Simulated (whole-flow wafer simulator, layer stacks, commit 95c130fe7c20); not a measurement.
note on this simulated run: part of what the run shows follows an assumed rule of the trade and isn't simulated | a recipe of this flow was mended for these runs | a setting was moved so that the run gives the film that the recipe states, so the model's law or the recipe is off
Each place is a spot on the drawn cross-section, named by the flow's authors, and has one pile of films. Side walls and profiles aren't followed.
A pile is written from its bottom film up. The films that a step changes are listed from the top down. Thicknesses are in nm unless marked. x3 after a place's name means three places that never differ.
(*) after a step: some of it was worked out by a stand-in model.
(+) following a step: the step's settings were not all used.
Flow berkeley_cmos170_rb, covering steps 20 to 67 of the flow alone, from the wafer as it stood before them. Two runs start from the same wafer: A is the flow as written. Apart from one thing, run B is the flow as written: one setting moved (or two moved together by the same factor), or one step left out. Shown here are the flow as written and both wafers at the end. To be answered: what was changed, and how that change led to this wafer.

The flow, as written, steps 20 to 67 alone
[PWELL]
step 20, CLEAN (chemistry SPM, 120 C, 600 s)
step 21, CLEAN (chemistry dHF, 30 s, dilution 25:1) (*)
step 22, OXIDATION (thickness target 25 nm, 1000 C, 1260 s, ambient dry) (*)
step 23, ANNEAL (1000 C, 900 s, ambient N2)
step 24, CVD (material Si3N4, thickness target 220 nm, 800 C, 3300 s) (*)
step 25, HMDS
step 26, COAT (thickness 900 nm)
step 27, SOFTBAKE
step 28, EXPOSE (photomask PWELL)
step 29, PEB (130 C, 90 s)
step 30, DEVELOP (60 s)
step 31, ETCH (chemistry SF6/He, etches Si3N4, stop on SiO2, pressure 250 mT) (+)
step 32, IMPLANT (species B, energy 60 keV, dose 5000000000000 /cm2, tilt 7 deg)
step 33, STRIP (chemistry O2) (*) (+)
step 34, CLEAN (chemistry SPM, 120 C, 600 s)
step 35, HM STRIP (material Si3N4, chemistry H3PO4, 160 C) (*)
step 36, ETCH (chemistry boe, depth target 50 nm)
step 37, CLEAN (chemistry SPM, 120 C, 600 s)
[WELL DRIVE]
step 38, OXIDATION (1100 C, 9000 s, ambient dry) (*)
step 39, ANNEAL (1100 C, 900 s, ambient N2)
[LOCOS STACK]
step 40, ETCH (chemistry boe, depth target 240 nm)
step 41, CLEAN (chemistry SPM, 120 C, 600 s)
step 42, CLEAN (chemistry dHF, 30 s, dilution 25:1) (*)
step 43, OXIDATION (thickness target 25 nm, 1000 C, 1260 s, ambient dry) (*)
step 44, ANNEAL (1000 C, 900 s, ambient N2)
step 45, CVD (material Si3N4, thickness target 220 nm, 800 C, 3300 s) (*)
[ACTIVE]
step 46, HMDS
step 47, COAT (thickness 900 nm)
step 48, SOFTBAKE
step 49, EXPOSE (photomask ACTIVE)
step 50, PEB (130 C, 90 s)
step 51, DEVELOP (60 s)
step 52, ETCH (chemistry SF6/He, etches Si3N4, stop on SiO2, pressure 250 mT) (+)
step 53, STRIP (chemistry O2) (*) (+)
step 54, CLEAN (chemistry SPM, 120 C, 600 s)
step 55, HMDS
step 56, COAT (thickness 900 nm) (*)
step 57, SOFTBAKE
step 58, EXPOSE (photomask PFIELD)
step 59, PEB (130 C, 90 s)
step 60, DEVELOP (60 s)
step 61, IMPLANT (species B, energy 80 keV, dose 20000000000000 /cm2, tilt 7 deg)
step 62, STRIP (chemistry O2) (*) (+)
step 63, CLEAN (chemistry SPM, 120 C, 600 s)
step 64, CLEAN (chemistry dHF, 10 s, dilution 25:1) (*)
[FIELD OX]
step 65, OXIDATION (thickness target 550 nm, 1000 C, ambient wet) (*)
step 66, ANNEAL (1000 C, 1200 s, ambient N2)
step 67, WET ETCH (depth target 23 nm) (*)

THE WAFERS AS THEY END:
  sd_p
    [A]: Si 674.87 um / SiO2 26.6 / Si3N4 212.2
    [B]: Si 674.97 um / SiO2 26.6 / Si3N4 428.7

Cause: step 35, HM STRIP: material Si3N4, chemistry H3PO4, 160 C (*), was not run.

How this came from the change, step by step:
  step 36, ETCH (chemistry boe, depth target 50 nm)
      sd_p, spacer_p, gate_p: A SiO2 loses 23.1 (all of it) | B Si3N4 loses 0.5
      field, sd_n, spacer_n, gate, contact, m1: A SiO2 loses 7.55 (all of it) | B SiO2 loses 18.1 (all of it)
  step 37, CLEAN (chemistry SPM, 120 C, 600 s)
      sd_p, spacer_p, gate_p: A chemical SiO2 gains 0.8 (new film), Si loses 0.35 | B nothing
  step 38, OXIDATION (1100 C, 9000 s, ambient dry) (*)
      sd_p, spacer_p, gate_p: A SiO2 gains 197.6 (new film), chemical SiO2 loses 0.8 (all of it), Si loses 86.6 | B nothing
  step 40, ETCH (chemistry boe, depth target 240 nm)
      sd_p, spacer_p, gate_p: A SiO2 loses 197.6 (all of it) | B Si3N4 loses 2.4
  step 41, CLEAN (chemistry SPM, 120 C, 600 s)
      sd_p, spacer_p, gate_p: A chemical SiO2 gains 0.8 (new film), Si loses 0.35 | B nothing
  step 42, CLEAN (chemistry dHF, 30 s, dilution 25:1) (*)
      sd_p, spacer_p, gate_p: A chemical SiO2 loses 0.8 (all of it) | B Si3N4 loses 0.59
  step 43, OXIDATION (thickness target 25 nm, 1000 C, 1260 s, ambient dry) (*)
      sd_p, spacer_p, gate_p: A SiO2 gains 26.6 (new film), Si loses 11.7 | B nothing
  step 45, CVD (material Si3N4, thickness target 220 nm, 800 C, 3300 s) (*)
      sd_p, spacer_p, gate_p: A Si3N4 gains 220 (new film) | B Si3N4 gains 220
  step 47, COAT (thickness 900 nm)
      sd_p: A KrF-resist gains 900 (new film) | B KrF-resist gains 747.6 (new film)
      spacer_p: A KrF-resist gains 900 (new film) | B KrF-resist gains 775.6 (new film)
      (also at 1 further place)
  step 53, STRIP (chemistry O2) (*) (+)
      sd_n: A KrF-resist loses 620 (all of it) | B KrF-resist loses 637.4 (all of it)
      sd_p: A KrF-resist loses 620 (all of it) | B KrF-resist loses 468 (all of it)
      (also at 2 further places)
  step 56, COAT (thickness 900 nm) (*)
      sd_p: A KrF-resist gains 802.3 (new film) | B KrF-resist gains 663.2 (new film)
      spacer_p: A KrF-resist gains 820.4 (new film) | B KrF-resist gains 708.6 (new film)
      (also at 1 further place)
  step 62, STRIP (chemistry O2) (*) (+)
      sd_p: A KrF-resist loses 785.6 (all of it) | B KrF-resist loses 646.9 (all of it)
      spacer_p: A KrF-resist loses 803.7 (all of it) | B KrF-resist loses 692.1 (all of it)
      (also at 1 further place)
  step 65, OXIDATION (thickness target 550 nm, 1000 C, ambient wet) (*)
      sd_p: A SiO2 gains 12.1 (new film), Si3N4 loses 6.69, SiO2 gains 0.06, Si loses 0.06 | B SiO2 gains 12.1 (new film), Si3N4 loses 6.69
